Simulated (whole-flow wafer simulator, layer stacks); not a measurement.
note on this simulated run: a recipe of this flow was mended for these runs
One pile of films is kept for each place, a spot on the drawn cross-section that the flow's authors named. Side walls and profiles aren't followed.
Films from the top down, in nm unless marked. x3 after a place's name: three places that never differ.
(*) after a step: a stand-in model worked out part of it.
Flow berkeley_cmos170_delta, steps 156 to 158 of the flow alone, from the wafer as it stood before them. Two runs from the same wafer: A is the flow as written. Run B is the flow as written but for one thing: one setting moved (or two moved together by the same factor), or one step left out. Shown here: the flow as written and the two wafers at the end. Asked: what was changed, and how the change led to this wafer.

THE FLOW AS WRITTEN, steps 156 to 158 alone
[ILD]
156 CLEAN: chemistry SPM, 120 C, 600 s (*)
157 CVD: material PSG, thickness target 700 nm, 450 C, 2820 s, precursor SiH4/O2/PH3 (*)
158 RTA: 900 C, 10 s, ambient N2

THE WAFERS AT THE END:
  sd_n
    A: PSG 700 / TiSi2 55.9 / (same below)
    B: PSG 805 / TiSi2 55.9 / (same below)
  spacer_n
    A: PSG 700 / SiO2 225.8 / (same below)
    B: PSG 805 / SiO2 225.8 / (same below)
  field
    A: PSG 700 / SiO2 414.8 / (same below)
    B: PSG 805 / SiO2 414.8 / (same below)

The cause: step 157, CVD: thickness target 805 nm was run, where the flow has thickness target 700 nm; step 157, CVD: 3243 s was run, where the flow has 2820 s.
It can be read off the wafer: sd_n has PSG 805, and step 157 as written asks for 700 nm.

How the change led to this, step by step:
  157 CVD: material PSG, thickness target 700 nm, 450 C, 2820 s, precursor SiH4/O2/PH3 (*)
      field, sd_n, spacer_n, gate, spacer_p, gate_p, contact x2: A PSG +700 (new film) | B PSG +805 (new film)
      sd_p: A PSG +659.7 (new film) | B PSG +756.4 (new film)
